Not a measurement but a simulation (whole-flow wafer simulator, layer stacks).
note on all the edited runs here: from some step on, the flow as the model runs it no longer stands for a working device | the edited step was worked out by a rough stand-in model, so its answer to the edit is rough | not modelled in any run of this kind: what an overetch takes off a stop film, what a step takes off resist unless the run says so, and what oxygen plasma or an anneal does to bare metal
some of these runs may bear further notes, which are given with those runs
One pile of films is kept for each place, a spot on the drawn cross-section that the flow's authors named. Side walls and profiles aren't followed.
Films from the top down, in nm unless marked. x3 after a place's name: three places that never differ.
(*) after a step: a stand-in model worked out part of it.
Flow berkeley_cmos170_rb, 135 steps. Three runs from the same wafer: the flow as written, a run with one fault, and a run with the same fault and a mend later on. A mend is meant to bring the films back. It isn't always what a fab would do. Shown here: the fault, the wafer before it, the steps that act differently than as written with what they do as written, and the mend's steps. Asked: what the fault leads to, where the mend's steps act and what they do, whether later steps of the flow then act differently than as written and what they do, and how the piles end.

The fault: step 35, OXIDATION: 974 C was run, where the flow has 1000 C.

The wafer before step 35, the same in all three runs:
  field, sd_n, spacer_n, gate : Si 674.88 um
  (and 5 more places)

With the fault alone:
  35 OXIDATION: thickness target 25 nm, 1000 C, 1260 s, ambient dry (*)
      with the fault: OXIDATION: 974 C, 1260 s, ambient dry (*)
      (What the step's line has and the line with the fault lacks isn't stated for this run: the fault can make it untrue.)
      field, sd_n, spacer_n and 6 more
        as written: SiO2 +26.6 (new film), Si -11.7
        with the fault: SiO2 +20.7 (new film), Si -9.09
  Later steps of the flow that act differently than as written (32 more steps differ only slightly, by at most 2% or 0.5 nm, whichever is larger, and aren't shown):
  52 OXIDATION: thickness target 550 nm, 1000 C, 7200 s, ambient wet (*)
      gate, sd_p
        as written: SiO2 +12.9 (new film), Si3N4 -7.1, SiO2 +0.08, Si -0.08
        with the fault: SiO2 +12.9 (new film), Si3N4 -7.1
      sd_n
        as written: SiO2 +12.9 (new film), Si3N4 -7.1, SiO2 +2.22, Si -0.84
        with the fault: SiO2 +12.9 (new film), Si3N4 -7.1, SiO2 +0.62, Si -0.22
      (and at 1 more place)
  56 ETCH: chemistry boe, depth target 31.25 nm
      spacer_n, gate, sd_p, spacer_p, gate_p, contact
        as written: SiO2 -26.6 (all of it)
        with the fault: SiO2 -20.7 (all of it)
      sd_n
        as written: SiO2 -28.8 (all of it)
        with the fault: SiO2 -21.3 (all of it)
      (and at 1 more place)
  At the end the piles differ from the flow's only slightly at the places that both follow, by at most 2% or 0.5 nm, whichever is larger.

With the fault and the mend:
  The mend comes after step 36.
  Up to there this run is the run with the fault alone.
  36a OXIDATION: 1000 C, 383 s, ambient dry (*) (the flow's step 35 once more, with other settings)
      field, sd_n, spacer_n and 6 more
        SiO2 +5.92, Si -2.61
  No later step of the flow acts differently than as written, at any place that is followed, by more than 2% or 0.5 nm, whichever is larger.
  At the end the piles differ from the flow's only slightly at the places that both follow, by at most 2% or 0.5 nm, whichever is larger.
